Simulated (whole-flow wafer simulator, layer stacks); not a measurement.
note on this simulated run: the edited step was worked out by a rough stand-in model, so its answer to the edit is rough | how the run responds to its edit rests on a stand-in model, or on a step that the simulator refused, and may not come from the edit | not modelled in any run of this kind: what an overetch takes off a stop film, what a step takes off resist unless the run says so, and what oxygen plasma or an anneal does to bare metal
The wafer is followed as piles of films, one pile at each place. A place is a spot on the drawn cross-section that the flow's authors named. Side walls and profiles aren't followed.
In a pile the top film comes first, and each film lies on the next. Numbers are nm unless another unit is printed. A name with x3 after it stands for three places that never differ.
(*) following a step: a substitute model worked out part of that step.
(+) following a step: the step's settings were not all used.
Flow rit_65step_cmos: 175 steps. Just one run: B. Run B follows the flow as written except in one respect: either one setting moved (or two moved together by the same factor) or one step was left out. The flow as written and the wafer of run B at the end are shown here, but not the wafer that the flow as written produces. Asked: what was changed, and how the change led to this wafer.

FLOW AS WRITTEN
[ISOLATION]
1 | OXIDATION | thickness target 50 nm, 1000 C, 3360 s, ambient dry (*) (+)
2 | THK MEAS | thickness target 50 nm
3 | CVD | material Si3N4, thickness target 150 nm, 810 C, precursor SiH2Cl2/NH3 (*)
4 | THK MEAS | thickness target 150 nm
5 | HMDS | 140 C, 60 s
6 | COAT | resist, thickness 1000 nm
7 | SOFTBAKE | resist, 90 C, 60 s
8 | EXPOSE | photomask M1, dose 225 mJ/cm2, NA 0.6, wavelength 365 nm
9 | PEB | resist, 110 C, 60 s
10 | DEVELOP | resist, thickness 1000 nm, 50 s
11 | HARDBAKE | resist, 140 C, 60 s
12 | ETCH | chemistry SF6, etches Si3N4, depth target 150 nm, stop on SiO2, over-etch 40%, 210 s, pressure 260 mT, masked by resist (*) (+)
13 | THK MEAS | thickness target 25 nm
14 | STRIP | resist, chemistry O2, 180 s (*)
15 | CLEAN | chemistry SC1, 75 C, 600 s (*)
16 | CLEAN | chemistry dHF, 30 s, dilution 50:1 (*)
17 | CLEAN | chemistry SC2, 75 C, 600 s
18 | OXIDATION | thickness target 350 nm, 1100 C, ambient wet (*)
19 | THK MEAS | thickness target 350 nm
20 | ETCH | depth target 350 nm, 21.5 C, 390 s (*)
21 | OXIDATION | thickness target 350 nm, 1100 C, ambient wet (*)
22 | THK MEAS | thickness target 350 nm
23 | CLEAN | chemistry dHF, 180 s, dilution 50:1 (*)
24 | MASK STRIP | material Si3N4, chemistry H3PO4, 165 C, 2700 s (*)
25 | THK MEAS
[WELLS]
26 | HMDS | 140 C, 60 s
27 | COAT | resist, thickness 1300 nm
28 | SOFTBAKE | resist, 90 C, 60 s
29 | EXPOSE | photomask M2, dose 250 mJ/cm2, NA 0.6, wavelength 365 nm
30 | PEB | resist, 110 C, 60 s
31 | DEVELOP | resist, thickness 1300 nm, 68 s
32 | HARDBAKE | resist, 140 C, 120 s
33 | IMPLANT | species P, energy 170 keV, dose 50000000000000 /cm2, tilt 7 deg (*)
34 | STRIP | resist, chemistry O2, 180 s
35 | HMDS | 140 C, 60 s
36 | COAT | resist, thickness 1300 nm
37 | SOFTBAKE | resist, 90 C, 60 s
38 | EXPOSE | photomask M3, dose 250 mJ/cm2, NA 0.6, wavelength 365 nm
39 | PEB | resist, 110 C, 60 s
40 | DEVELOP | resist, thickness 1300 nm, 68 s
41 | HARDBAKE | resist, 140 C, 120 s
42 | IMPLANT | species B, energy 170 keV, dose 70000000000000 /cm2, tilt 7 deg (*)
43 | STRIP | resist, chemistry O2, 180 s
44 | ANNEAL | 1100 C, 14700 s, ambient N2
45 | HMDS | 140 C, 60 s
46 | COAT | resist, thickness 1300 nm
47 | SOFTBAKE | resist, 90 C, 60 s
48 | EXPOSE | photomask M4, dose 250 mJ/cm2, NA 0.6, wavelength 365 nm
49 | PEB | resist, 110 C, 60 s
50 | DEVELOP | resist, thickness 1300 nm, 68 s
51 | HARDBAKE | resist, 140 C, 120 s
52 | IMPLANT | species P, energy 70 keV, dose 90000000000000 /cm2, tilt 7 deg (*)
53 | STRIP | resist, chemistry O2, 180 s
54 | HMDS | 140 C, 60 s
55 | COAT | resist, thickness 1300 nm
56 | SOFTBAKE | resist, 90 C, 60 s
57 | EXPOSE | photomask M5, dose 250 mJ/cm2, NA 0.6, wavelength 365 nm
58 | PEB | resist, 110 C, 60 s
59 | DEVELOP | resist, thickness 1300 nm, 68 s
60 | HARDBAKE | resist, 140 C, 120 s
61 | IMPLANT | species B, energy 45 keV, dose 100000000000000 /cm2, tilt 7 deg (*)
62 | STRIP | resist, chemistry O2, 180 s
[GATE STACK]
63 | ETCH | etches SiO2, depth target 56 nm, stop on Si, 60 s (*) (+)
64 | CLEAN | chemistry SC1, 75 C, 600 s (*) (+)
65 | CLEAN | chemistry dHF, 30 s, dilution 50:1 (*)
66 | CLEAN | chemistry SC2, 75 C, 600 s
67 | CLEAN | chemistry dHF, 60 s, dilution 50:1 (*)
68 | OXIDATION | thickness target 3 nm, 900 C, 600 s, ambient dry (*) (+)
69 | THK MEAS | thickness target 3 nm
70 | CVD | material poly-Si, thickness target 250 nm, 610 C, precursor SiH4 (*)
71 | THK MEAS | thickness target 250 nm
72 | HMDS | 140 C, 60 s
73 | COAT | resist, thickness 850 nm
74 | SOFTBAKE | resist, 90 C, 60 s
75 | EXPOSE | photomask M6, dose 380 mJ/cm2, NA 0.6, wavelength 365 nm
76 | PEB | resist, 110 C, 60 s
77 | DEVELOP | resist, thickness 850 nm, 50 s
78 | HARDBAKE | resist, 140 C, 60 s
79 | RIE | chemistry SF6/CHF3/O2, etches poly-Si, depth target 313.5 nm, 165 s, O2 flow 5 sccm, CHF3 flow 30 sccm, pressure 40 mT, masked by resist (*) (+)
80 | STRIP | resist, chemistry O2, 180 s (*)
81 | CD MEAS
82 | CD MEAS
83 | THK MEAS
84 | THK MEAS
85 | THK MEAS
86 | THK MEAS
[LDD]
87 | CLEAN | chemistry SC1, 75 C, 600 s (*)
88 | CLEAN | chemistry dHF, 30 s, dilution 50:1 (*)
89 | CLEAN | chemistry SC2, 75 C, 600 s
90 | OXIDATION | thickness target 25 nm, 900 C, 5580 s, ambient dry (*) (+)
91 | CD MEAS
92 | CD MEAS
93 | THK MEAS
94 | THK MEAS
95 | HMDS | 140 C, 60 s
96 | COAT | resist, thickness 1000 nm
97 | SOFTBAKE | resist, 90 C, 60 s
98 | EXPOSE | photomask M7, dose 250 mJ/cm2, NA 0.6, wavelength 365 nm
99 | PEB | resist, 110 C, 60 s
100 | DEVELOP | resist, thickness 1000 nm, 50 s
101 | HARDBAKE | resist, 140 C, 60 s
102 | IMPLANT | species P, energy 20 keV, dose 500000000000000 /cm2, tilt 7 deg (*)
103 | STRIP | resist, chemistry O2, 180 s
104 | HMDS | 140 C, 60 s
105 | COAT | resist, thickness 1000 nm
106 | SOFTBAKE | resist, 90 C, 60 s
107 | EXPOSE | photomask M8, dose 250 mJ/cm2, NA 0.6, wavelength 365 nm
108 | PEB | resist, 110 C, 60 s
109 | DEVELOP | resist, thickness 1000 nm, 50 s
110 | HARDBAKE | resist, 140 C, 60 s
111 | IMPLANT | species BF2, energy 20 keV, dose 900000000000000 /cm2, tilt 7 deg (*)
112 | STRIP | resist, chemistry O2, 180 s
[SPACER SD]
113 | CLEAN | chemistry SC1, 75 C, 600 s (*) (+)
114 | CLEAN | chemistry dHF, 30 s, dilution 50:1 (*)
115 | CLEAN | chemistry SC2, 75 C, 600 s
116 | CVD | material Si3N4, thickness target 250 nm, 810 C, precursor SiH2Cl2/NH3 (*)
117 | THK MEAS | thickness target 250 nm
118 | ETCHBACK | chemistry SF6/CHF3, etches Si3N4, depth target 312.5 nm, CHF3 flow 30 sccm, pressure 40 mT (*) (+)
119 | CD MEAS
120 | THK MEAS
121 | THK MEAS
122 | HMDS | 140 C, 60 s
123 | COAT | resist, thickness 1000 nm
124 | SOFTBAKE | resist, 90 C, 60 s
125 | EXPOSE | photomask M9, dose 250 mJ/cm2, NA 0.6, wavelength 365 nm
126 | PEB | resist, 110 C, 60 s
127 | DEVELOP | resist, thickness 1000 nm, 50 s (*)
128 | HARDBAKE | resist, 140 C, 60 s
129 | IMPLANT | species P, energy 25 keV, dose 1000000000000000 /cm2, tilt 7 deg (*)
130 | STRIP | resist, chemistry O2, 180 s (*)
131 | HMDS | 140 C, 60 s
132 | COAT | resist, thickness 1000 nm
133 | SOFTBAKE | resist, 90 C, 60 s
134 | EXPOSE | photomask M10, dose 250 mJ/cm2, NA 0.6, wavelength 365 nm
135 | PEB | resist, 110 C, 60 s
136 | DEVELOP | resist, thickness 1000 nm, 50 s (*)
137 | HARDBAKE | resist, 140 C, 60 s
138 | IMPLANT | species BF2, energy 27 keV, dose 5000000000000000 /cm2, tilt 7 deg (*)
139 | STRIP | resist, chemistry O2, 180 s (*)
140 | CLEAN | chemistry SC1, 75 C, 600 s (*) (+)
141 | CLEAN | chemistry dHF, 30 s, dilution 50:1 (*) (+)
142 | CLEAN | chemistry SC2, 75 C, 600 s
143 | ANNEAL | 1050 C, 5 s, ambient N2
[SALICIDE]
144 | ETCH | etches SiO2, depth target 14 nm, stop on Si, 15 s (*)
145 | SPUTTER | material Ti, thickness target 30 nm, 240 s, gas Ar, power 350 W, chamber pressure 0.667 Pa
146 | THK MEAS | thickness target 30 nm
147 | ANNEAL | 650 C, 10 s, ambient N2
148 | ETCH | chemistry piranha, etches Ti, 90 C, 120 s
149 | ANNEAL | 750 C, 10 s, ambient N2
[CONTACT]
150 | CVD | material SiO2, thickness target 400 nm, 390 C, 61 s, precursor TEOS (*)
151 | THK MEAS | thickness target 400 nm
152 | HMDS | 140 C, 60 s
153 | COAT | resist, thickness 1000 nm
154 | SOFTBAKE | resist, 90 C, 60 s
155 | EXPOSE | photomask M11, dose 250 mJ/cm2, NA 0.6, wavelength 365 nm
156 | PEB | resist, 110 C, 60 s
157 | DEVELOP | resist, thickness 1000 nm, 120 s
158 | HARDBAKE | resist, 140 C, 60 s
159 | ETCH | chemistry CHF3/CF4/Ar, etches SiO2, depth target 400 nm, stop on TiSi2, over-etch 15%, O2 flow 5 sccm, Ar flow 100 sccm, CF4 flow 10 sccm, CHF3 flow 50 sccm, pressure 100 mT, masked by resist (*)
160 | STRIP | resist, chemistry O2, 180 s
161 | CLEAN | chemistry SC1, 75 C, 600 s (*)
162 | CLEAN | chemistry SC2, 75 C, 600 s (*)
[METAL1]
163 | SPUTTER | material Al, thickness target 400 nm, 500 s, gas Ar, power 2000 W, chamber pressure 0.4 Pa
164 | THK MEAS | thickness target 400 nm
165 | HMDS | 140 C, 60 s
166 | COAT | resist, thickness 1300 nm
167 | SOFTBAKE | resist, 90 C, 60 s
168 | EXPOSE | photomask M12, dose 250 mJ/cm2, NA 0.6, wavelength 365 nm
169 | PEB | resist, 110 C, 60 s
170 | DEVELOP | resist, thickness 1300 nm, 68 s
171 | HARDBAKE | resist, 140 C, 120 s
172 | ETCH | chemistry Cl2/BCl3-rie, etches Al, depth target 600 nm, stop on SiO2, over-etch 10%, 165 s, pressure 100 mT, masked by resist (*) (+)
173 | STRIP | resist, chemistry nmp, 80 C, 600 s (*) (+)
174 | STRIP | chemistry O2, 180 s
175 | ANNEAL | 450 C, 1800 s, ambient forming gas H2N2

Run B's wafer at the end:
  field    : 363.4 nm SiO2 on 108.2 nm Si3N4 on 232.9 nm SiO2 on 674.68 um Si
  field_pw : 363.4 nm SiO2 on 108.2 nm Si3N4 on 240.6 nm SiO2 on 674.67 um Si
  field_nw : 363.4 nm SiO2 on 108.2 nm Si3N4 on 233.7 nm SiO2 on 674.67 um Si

Cause: step 118, ETCHBACK: depth target 140.6 nm was run, while the flow as written has depth target 312.5 nm.

How this came from the change, step by step:
  118 | ETCHBACK | chemistry SF6/CHF3, etches Si3N4, depth target 312.5 nm, CHF3 flow 30 sccm, pressure 40 mT (*) (+)
      field, field_pw, field_nw, field_p: -140.6 Si3N4 (as written it would have been: -250 Si3N4 (all of it), -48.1 SiO2)
      gate_n: -140.6 Si3N4 (as written it would have been: -250 Si3N4 (all of it), -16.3 SiO2 (all of it), -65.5 poly-Si)
      (also at 1 further place)
  123 | COAT | resist, thickness 1000 nm
      field: +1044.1 resist (new film) (as written it would have been: +1066.4 resist (new film))
      field_p: +1051.2 resist (new film) (as written it would have been: +1073.5 resist (new film))
      (also at 4 further places)
  126 | PEB | resist, 110 C, 60 s
      gate_n, gate_p: -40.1 resist (as written it would have been: -43.1 resist)
      field: -54.3 resist (as written it would have been: -55.6 resist)
      (also at 3 further places)
  127 | DEVELOP | resist, thickness 1000 nm, 50 s (*)
      field: -989.9 resist (all of it) (as written it would have been: -1010.9 resist (all of it))
      gate_n: -739.2 resist (all of it) (as written it would have been: -791.9 resist (all of it))
      (also at 1 further place)
  128 | HARDBAKE | resist, 140 C, 60 s
      field_nw: -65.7 resist (as written it would have been: -67.1 resist)
      field_p: -67.2 resist (as written it would have been: -68.8 resist)
      (also at 2 further places)
  130 | STRIP | resist, chemistry O2, 180 s (*)
      gate_n: nothing (as written it would have been: +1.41 chemical SiO2 (new film), -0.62 poly-Si)
      gate_p: -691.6 resist (all of it) (as written it would have been: +1.31 chemical SiO2 (new film), -741.1 resist (all of it), -0.58 poly-Si)
      (also at 2 further places)
  132 | COAT | resist, thickness 1000 nm
      field: +1044.1 resist (new film) (as written it would have been: +1067 resist (new film))
      field_p: +1051.2 resist (new film) (as written it would have been: +1074 resist (new film))
      (also at 4 further places)
  135 | PEB | resist, 110 C, 60 s
      gate_n, gate_p: -40.1 resist (as written it would have been: -43.1 resist)
      spacer, spacer_p: -40 resist (as written it would have been: -42 resist)
      (also at 2 further places)
  136 | DEVELOP | resist, thickness 1000 nm, 50 s (*)
      field_p: -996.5 resist (all of it) (as written it would have been: -1018 resist (all of it))
      gate_p: -739.4 resist (all of it) (as written it would have been: -792.8 resist (all of it))
      (also at 1 further place)
  137 | HARDBAKE | resist, 140 C, 60 s
      field: -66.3 resist (as written it would have been: -68.3 resist)
      field_nw: -65.7 resist (as written it would have been: -67.1 resist)
      (also at 2 further places)
  139 | STRIP | resist, chemistry O2, 180 s (*)
      gate_n: -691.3 resist (all of it) (as written it would have been: -740 resist (all of it), +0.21 chemical SiO2, -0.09 poly-Si)
      field: -923.5 resist (all of it) (as written it would have been: -943.1 resist (all of it))
      (also at 1 further place)
  140 | CLEAN | chemistry SC1, 75 C, 600 s (*) (+)
      field, field_pw, field_nw, field_p: -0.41 Si3N4 (as written it would have been: -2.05 SiO2)
      gate_n, gate_p: -0.41 Si3N4 (as written it would have been: -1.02 chemical SiO2, -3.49 poly-Si)
  141 | CLEAN | chemistry dHF, 30 s, dilution 50:1 (*) (+)
      field, field_p: -0.43 Si3N4 (as written it would have been: -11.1 SiO2)
      field_pw, field_nw: -0.43 Si3N4 (as written it would have been: -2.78 SiO2)
      (also at 2 further places)
  144 | ETCH | etches SiO2, depth target 14 nm, stop on Si, 15 s (*)
      field, field_pw, field_nw, field_p: -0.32 Si3N4 (as written it would have been: -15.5 SiO2)
  145 | SPUTTER | material Ti, thickness target 30 nm, 240 s, gas Ar, power 350 W, chamber pressure 0.667 Pa
      gate_n: +30 Ti (new film) (as written it would have been: +27.3 Ti (new film))
      gate_p: +30 Ti (new film) (as written it would have been: +27.2 Ti (new film))
  147 | ANNEAL | 650 C, 10 s, ambient N2
      gate_n: nothing (as written it would have been: -21.3 Ti, +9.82 TiSi first (new film), +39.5 TiSi2 C49 (new film), -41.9 poly-Si)
      gate_p: nothing (as written it would have been: -21.2 Ti, +9.56 TiSi first (new film), +39.6 TiSi2 C49 (new film), -41.9 poly-Si)
  ... 9 further steps ...
  170 | DEVELOP | resist, thickness 1300 nm, 68 s
      field: -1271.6 resist (all of it) (as written it would have been: -1316.6 resist (all of it))
      field_pw: -1259.5 resist (all of it) (as written it would have been: -1285.5 resist (all of it))
      (also at 6 further places)
